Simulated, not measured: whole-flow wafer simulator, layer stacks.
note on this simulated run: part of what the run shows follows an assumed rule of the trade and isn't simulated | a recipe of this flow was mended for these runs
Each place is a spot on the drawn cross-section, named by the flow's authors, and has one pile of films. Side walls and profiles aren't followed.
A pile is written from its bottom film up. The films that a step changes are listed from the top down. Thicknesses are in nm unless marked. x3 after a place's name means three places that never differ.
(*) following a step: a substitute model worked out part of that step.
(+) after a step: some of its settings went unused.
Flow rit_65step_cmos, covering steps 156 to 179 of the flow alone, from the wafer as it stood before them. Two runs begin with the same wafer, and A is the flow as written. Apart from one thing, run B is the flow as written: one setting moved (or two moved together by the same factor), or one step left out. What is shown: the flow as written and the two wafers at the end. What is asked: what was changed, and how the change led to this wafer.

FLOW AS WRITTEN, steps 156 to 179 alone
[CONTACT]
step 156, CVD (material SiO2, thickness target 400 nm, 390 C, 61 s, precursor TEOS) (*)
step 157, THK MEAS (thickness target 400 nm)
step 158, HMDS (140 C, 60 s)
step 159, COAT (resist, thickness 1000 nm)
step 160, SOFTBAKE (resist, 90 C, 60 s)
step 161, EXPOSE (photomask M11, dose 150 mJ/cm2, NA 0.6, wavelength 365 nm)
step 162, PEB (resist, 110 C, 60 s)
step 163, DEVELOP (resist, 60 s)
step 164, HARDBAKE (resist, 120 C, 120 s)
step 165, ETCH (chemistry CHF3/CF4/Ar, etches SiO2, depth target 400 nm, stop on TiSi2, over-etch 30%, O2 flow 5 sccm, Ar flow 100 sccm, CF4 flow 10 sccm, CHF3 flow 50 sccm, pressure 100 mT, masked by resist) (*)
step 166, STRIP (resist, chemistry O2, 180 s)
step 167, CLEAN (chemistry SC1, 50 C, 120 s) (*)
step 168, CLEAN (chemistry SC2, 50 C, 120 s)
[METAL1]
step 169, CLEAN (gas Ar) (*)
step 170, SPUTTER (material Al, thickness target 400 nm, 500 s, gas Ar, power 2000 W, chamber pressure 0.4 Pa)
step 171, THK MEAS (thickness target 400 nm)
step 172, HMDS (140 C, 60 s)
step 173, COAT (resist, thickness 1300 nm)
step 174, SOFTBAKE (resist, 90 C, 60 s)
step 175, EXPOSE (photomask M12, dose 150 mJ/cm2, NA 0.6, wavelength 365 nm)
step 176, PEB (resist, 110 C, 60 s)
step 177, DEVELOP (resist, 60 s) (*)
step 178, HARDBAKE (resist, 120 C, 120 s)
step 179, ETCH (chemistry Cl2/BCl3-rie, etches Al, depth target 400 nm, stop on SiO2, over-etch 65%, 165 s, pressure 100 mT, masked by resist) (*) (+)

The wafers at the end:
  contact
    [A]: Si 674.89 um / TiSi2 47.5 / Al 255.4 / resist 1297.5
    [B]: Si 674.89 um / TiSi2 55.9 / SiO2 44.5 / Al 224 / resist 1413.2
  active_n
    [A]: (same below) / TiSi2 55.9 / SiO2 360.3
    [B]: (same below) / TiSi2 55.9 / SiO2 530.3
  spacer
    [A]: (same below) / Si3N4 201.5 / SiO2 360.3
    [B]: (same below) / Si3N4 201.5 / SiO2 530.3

Cause: step 156, CVD: thickness target 570 nm was run, while the flow as written has thickness target 400 nm; step 156, CVD: 87 s was run, where the flow has 61 s.

The path from the change to this, step by step:
  step 156, CVD (material SiO2, thickness target 400 nm, 390 C, 61 s, precursor TEOS) (*)
      active_n, active_p, gate_n and 7 more: A +400 SiO2 (new film) | B +570 SiO2 (new film)
      field, field_pw, field_nw, field_p: A +400 SiO2 | B +570 SiO2
  step 165, ETCH (chemistry CHF3/CF4/Ar, etches SiO2, depth target 400 nm, stop on TiSi2, over-etch 30%, O2 flow 5 sccm, Ar flow 100 sccm, CF4 flow 10 sccm, CHF3 flow 50 sccm, pressure 100 mT, masked by resist) (*)
      contact: A -400 SiO2 (all of it), -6 TiSi2 | B -520 SiO2
  step 169, CLEAN (gas Ar) (*)
      contact: A -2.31 TiSi2 | B -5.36 SiO2
  step 170, SPUTTER (material Al, thickness target 400 nm, 500 s, gas Ar, power 2000 W, chamber pressure 0.4 Pa)
      contact: A +255.4 Al (new film) | B +224 Al (new film)
  step 173, COAT (resist, thickness 1300 nm)
      contact: A +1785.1 resist (new film) | B +1913.2 resist (new film)
  step 176, PEB (resist, 110 C, 60 s)
      contact: A -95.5 resist | B -102.8 resist
  step 178, HARDBAKE (resist, 120 C, 120 s)
      contact: A -62.1 resist | B -67.2 resist
